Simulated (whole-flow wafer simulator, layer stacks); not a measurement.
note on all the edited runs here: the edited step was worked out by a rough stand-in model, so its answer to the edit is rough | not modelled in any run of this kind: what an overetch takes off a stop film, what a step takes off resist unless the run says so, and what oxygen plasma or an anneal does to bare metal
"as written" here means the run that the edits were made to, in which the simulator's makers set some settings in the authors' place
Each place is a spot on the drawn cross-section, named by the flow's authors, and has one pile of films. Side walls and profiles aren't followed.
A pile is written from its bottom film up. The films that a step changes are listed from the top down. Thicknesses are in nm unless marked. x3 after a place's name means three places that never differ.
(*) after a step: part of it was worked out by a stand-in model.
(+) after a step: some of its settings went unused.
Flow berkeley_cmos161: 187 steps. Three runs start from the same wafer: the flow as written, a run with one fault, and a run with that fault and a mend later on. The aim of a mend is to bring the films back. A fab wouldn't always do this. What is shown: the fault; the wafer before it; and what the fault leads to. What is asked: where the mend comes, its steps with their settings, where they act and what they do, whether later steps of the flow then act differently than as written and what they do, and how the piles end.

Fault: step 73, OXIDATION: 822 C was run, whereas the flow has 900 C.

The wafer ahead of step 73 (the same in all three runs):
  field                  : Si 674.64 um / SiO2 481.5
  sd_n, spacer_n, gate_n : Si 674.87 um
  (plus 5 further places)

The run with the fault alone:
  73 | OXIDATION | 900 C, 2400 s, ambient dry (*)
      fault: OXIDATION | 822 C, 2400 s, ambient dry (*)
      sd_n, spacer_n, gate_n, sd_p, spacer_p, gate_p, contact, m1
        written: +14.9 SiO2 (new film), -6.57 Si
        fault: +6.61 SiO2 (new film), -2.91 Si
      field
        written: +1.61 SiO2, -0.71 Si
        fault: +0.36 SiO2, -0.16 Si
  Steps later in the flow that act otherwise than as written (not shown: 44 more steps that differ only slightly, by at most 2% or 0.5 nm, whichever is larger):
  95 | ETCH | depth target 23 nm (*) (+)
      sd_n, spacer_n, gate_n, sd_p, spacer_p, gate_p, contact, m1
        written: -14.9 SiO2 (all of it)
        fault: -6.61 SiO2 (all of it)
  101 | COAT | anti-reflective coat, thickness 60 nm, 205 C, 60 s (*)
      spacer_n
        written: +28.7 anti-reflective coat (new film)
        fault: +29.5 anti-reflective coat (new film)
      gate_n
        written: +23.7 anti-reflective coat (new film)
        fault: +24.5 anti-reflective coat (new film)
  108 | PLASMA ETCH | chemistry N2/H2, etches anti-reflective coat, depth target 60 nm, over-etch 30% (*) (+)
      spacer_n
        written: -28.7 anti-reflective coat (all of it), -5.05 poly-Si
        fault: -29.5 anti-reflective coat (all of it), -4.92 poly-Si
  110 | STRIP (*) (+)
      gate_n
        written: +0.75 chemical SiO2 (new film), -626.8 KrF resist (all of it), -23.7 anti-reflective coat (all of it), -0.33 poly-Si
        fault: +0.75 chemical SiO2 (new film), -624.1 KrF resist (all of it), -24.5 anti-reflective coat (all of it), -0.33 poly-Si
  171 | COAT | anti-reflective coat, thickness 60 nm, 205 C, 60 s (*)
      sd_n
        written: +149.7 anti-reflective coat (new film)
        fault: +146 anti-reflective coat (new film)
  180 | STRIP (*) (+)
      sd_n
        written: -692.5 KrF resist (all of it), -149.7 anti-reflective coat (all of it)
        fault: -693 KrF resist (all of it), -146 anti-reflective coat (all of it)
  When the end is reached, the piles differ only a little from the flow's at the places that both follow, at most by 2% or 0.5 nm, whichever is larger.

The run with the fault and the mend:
  The mend stands after step 81.
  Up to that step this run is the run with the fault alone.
  81a | STRIP (*) (+)
      sd_p
        -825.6 KrF resist (all of it)
      spacer_p
        -807.6 KrF resist (all of it)
      gate_p
        -806.5 KrF resist (all of it)
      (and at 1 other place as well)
  81b | CLEAN | chemistry SPM
      leaves every film unchanged at each place that is followed
  81c | OXIDATION | 900 C, 1730 s, ambient dry (*) (the flow's step 73 again, with other settings)
      sd_n, spacer_n, gate_n, sd_p, spacer_p, gate_p, contact, m1
        +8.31 SiO2, -3.65 Si
      field
        +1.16 SiO2, -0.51 Si
  81d | HMDS (the flow's step 75 again)
      leaves every film unchanged at each place that is followed
  81e | COAT | KrF resist, thickness 900 nm (*) (the flow's step 76 again)
      field
        +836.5 KrF resist (new film)
      sd_n
        +1024.4 KrF resist (new film)
      spacer_n
        +984.7 KrF resist (new film)
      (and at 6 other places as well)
  81f | SOFTBAKE | KrF resist (the flow's step 77 again)
      leaves every film unchanged at each place that is followed
  81g | EXPOSE | photomask PWELL, dose 30 mJ/cm2, NA 0.5, wavelength 248 nm (*) (the flow's step 78 again)
      leaves every film unchanged at each place that is followed
  81h | PEB | KrF resist, 130 C (the flow's step 79 again)
      sd_n, m1
        -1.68 KrF resist
      spacer_n, gate_n
        -1.61 KrF resist
      spacer_p, gate_p
        -1.6 KrF resist
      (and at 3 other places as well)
  81i | DEVELOP | KrF resist, thickness 900 nm, developer developer-D-0.26N (the flow's step 80 again)
      sd_p, spacer_p, gate_p, m1
        -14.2 KrF resist
      field
        -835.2 KrF resist (all of it)
      sd_n
        -1022.8 KrF resist (all of it)
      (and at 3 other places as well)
  81j | HARDBAKE | 140 C, 30 s (the flow's step 81 again)
      sd_p
        -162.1 KrF resist
      spacer_p
        -158.7 KrF resist
      gate_p
        -158.5 KrF resist
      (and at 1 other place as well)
  None of the later steps of the flow differs from how it acts as written, at any place that is followed, by more than 2% or 0.5 nm, whichever is larger.
  When the end is reached, the piles differ only a little from the flow's at the places that both follow, at most by 2% or 0.5 nm, whichever is larger.
